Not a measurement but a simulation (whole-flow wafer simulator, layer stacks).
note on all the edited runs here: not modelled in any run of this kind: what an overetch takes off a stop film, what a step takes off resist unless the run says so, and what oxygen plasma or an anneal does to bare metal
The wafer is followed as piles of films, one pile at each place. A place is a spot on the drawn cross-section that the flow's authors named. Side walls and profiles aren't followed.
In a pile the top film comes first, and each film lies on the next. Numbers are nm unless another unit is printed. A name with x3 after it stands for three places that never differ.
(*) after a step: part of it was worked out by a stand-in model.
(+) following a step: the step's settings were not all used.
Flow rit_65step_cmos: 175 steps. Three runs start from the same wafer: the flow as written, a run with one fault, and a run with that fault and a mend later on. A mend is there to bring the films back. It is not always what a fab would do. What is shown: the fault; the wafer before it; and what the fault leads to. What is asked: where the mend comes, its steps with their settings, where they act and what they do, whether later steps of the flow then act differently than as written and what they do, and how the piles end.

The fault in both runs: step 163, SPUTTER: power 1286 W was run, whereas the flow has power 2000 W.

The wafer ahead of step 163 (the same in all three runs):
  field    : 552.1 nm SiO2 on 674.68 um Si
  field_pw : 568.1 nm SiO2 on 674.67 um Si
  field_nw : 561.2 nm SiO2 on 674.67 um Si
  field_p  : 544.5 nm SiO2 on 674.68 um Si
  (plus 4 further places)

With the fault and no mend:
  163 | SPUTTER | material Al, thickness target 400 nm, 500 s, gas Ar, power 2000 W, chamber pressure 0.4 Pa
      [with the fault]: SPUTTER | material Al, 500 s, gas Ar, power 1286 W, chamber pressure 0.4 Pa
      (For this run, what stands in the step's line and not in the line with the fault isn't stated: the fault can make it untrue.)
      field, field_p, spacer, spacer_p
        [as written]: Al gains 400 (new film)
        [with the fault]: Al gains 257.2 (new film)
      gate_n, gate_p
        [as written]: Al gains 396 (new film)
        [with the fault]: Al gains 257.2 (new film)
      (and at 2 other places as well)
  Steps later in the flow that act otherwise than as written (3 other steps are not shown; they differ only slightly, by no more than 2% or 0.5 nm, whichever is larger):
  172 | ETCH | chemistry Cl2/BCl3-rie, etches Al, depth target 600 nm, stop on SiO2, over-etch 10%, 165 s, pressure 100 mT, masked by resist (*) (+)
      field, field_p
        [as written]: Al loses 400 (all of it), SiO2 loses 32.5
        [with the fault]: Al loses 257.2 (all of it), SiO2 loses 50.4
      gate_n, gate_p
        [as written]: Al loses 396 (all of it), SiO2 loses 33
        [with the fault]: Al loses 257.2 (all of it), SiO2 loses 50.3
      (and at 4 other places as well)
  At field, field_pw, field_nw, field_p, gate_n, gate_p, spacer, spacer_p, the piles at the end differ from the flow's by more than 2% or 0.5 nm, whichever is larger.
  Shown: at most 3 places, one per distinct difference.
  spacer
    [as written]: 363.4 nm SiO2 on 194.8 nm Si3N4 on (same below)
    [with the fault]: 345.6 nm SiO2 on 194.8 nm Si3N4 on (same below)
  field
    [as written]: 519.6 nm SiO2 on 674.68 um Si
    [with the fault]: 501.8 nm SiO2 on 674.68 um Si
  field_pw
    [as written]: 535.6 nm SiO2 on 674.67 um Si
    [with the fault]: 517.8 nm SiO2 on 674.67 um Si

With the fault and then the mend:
  The mend stands after step 164.
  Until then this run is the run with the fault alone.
  164a | ETCH | chemistry al pan, depth target 296.6 nm
      field, field_p, gate_n, gate_p, spacer, spacer_p
        Al loses 257.2 (all of it)
      field_pw, field_nw
        Al loses 257 (all of it)
  164b | SPUTTER | material Al, thickness target 400 nm, 500 s, gas Ar, power 2000 W, chamber pressure 0.4 Pa (the flow's step 163, run once more)
      field, field_pw, field_p, spacer, spacer_p
        Al gains 400 (new film)
      gate_n, gate_p
        Al gains 396 (new film)
      field_nw
        Al gains 397.2 (new film)
  Every later step of the flow that is run acts as written at every place that is followed.
  At every place that both follow, the piles at the end match the flow's.
